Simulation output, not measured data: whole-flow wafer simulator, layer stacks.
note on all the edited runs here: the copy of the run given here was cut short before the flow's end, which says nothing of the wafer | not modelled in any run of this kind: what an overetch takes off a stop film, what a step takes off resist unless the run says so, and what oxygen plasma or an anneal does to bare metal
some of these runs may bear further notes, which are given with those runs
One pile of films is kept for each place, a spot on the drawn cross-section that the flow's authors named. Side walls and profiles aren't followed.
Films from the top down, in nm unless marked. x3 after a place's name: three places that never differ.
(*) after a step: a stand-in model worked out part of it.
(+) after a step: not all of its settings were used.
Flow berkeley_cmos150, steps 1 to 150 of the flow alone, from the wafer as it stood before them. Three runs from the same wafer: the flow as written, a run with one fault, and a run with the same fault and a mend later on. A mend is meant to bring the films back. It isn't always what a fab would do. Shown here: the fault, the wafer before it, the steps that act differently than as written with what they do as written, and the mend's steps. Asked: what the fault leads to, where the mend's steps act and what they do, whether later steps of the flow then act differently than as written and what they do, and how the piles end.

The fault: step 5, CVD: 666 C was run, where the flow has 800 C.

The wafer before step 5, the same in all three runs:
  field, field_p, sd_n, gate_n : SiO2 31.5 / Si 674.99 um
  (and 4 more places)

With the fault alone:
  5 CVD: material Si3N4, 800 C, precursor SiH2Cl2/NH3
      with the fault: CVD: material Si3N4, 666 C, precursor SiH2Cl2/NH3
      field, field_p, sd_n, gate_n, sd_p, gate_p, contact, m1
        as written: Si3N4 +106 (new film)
        with the fault: Si3N4 +9.97 (new film)
  Later steps of the flow that act differently than as written (34 more steps differ only slightly, by at most 2% or 0.5 nm, whichever is larger, and aren't shown):
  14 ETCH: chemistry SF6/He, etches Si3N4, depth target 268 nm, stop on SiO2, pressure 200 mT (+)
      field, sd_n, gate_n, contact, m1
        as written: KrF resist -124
        with the fault: KrF resist -19.5
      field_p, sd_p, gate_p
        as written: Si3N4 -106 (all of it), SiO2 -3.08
        with the fault: Si3N4 -9.97 (all of it), SiO2 -3.08
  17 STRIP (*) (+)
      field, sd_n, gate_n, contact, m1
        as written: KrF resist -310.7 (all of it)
        with the fault: KrF resist -415.2 (all of it)
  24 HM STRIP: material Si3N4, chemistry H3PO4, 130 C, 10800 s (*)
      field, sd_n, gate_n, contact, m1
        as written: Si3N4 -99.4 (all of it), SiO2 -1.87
        with the fault: Si3N4 -3.31 (all of it), SiO2 -2.69
  At the end the piles differ from the flow's only slightly at the places that both follow, by at most 2% or 0.5 nm, whichever is larger.

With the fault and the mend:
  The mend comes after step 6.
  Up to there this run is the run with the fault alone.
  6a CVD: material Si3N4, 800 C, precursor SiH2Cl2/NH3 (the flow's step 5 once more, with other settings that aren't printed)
      field, field_p, sd_n, gate_n, sd_p, gate_p, contact, m1
        Si3N4 +96.1
  No later step of the flow acts differently than as written, at any place that is followed, by more than 2% or 0.5 nm, whichever is larger.
  At the end the piles are the same as the flow's at every place that both follow.
